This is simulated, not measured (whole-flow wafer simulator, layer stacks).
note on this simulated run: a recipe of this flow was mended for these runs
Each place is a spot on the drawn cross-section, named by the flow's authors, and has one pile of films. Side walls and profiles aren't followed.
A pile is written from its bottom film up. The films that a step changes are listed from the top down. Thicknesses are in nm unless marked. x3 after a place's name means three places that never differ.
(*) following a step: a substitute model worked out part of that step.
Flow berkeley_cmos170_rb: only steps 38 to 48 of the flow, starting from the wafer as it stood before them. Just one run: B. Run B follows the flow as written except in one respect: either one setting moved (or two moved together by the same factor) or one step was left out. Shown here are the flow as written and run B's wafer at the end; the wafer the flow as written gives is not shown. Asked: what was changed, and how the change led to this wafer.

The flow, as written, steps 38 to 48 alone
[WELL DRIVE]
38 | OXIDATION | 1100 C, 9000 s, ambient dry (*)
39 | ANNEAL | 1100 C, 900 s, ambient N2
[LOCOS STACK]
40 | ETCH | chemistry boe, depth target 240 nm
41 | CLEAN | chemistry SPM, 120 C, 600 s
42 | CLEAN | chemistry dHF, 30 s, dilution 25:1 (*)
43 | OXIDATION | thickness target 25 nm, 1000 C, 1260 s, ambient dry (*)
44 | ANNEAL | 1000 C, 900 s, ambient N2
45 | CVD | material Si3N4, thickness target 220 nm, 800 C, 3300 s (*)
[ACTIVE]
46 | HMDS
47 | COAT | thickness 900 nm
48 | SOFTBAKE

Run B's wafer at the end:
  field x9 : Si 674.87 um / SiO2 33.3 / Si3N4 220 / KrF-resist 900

The reason: step 40, ETCH: depth target 182 nm was run, while the flow as written has depth target 240 nm.

The path from the change to this, step by step:
  40 | ETCH | chemistry boe, depth target 240 nm
      field x9: SiO2 loses 182 (it would be, as written: SiO2 loses 197.6 (all of it))
  41 | CLEAN | chemistry SPM, 120 C, 600 s
      field x9: nothing (it would be, as written: chemical SiO2 gains 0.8 (new film), Si loses 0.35)
  42 | CLEAN | chemistry dHF, 30 s, dilution 25:1 (*)
      field x9: SiO2 loses 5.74 (it would be, as written: chemical SiO2 loses 0.8 (all of it))
  43 | OXIDATION | thickness target 25 nm, 1000 C, 1260 s, ambient dry (*)
      field x9: SiO2 gains 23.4, Si loses 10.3 (it would be, as written: SiO2 gains 26.6 (new film), Si loses 11.7)
